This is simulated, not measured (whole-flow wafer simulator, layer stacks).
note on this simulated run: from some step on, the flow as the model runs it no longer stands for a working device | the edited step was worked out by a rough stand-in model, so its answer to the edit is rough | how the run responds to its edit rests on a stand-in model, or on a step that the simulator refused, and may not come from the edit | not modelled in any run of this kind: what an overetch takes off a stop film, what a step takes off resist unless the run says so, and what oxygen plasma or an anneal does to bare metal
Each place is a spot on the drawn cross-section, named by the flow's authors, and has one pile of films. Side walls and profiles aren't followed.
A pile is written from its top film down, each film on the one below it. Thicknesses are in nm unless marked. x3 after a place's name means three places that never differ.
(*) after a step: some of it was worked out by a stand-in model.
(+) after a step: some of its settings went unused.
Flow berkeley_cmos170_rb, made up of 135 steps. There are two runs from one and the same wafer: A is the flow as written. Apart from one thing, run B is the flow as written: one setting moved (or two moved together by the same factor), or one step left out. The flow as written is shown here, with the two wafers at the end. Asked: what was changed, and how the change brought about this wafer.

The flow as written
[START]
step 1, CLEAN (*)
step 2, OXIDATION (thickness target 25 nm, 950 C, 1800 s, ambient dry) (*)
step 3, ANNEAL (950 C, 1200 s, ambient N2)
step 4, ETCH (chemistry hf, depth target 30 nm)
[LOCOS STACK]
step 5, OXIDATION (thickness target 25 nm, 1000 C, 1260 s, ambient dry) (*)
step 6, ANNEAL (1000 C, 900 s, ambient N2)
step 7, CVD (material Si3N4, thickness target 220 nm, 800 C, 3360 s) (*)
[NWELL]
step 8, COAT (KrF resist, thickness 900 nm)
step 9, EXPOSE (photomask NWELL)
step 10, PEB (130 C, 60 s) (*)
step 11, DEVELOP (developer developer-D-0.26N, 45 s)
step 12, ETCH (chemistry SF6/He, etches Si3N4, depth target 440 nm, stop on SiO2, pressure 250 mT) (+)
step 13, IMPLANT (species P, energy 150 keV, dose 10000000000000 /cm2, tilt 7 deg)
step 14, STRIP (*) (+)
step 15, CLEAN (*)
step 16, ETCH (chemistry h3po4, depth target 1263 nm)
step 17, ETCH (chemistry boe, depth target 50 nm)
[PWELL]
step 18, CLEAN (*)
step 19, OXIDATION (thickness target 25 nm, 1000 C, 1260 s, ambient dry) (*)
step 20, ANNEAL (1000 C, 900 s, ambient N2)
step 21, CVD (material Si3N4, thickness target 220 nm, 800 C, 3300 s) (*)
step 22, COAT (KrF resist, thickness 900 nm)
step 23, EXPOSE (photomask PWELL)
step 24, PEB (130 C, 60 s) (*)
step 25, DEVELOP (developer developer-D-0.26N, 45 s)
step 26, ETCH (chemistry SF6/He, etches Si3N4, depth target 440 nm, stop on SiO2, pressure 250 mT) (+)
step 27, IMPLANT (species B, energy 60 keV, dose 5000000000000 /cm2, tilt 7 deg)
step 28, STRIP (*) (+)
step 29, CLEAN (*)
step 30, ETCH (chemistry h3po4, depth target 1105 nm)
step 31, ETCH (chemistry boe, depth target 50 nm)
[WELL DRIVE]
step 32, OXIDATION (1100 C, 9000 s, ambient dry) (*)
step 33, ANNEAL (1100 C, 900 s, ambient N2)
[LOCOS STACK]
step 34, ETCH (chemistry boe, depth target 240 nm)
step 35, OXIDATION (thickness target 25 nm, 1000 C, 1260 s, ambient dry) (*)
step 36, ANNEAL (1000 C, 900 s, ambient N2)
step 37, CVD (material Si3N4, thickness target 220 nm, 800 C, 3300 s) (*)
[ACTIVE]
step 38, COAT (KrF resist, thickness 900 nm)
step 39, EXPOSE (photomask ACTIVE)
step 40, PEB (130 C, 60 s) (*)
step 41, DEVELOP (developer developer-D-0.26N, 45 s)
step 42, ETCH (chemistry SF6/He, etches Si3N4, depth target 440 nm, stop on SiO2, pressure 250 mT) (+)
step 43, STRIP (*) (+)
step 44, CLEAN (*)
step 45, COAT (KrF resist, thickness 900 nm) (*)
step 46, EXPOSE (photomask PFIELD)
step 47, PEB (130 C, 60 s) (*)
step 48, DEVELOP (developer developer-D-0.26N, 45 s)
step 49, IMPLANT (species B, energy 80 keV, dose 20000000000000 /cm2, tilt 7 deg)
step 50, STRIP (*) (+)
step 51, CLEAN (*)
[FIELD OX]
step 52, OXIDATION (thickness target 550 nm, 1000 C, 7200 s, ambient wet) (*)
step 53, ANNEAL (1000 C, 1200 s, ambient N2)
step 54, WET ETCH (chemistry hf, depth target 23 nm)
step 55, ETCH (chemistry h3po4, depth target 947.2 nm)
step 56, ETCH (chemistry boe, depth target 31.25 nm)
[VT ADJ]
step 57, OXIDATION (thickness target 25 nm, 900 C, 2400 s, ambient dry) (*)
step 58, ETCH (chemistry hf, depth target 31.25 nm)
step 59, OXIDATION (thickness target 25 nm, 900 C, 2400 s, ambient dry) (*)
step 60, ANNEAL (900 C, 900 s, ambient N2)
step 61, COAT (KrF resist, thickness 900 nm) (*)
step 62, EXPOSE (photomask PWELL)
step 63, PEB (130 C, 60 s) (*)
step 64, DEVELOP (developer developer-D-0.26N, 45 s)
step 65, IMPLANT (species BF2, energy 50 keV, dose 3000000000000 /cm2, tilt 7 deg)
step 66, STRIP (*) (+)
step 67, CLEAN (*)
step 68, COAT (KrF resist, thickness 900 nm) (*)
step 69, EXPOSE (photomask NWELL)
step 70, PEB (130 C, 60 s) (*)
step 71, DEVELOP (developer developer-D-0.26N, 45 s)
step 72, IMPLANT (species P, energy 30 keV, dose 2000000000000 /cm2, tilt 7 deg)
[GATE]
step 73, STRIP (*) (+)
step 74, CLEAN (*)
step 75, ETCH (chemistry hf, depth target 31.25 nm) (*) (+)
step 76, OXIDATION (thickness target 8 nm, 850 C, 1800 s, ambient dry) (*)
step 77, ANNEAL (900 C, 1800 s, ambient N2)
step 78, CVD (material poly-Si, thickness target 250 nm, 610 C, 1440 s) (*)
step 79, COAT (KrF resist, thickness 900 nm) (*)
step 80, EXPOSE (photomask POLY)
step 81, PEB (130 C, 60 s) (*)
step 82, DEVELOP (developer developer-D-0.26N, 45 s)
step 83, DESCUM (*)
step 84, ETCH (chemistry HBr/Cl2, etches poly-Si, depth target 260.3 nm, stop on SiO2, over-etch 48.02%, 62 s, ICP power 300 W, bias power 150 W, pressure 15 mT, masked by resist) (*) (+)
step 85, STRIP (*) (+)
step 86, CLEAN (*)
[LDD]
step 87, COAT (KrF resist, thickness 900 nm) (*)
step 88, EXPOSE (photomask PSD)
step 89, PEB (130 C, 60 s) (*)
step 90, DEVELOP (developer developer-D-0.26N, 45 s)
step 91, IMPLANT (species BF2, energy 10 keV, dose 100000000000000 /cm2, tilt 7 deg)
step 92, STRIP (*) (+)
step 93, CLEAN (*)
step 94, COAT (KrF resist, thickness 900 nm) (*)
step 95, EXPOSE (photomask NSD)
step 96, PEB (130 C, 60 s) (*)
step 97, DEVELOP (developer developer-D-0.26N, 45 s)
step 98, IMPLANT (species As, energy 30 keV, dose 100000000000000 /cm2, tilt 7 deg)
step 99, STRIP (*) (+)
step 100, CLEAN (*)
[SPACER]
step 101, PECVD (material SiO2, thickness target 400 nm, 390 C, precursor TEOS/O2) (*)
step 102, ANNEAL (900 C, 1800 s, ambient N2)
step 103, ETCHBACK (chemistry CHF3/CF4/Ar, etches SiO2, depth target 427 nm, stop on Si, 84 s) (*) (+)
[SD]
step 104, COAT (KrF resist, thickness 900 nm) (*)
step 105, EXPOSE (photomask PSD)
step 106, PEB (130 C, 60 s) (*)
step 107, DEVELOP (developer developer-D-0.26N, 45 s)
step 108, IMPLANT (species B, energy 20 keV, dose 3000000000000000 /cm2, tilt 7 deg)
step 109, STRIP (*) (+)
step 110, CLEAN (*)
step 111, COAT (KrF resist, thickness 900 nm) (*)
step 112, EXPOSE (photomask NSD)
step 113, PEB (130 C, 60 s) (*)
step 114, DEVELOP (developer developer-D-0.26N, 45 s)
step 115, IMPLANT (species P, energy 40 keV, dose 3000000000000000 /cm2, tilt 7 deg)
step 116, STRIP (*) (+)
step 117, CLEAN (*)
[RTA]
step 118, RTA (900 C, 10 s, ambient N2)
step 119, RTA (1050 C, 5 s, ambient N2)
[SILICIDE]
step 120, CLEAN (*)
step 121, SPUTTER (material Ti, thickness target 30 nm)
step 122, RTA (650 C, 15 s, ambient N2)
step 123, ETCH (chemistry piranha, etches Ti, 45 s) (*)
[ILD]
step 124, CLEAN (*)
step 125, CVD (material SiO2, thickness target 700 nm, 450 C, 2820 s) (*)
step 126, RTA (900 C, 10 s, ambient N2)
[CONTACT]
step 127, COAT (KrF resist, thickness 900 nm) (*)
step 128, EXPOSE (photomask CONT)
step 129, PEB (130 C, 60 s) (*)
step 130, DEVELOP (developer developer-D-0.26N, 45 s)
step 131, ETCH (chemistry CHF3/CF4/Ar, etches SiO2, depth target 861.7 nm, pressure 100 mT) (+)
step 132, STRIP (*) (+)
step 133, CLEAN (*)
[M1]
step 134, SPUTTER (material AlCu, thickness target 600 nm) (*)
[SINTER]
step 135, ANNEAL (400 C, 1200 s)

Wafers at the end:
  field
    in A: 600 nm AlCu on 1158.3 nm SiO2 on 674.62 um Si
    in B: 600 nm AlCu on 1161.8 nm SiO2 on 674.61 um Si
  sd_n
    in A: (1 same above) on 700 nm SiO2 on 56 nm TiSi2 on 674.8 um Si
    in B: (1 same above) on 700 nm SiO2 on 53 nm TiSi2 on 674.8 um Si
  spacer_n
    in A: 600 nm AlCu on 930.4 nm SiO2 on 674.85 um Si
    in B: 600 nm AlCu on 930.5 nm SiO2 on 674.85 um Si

Cause: step 35, OXIDATION: 1041 C was run, while the flow as written has 1000 C.

Step by step, how the change led to this:
  step 35, OXIDATION (thickness target 25 nm, 1000 C, 1260 s, ambient dry) (*)
      field, sd_n, spacer_n and 6 more: A +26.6 SiO2 (new film), -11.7 Si | B +37.7 SiO2 (new film), -16.6 Si
  step 52, OXIDATION (thickness target 550 nm, 1000 C, 7200 s, ambient wet) (*)
      gate: A +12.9 SiO2 (new film), -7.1 Si3N4, +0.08 SiO2, -0.08 Si | B +12.9 SiO2 (new film), -7.1 Si3N4
      sd_n: A +12.9 SiO2 (new film), -7.1 Si3N4, +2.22 SiO2, -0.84 Si | B +12.9 SiO2 (new film), -7.1 Si3N4, +7.38 SiO2, -3.03 Si
      (and at 2 other places as well)
  step 56, ETCH (chemistry boe, depth target 31.25 nm)
      spacer_n, gate, sd_p, spacer_p, gate_p, contact: A -26.6 SiO2 (all of it) | B -31.2 SiO2
      sd_n: A -28.8 SiO2 (all of it) | B -31.2 SiO2
      (and at 1 other place as well)
  step 57, OXIDATION (thickness target 25 nm, 900 C, 2400 s, ambient dry) (*)
      spacer_n, gate, spacer_p, gate_p, contact: A +15 SiO2 (new film), -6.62 Si | B +12.8 SiO2, -5.64 Si
      sd_n: A +15 SiO2 (new film), -6.62 Si | B +11.3 SiO2, -4.97 Si
      (and at 2 other places as well)
  step 58, ETCH (chemistry hf, depth target 31.25 nm)
      spacer_n, gate, spacer_p, gate_p, contact: A -15 SiO2 (all of it) | B -19.3 SiO2 (all of it)
      sd_n: A -15 SiO2 (all of it) | B -25.2 SiO2 (all of it)
      (and at 2 other places as well)
  step 121, SPUTTER (material Ti, thickness target 30 nm)
      sd_n: A +30 Ti (new film) | B +28.4 Ti (new film)
  step 122, RTA (650 C, 15 s, ambient N2)
      sd_n: A -23.4 Ti, +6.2 TiSi first (new film), +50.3 TiSi2 C49 (new film), -49 Si | B -22.1 Ti, +2.99 TiSi first (new film), +51.8 TiSi2 C49 (new film), -48.2 Si
  step 126, RTA (900 C, 10 s, ambient N2)
      sd_n: A under 1 film: +56 TiSi2 (new film), -6.2 TiSi first (all of it), -50.3 TiSi2 C49 (all of it), -4.12 Si | B under 1 film: +53 TiSi2 (new film), -2.99 TiSi first (all of it), -51.8 TiSi2 C49 (all of it), -1.98 Si
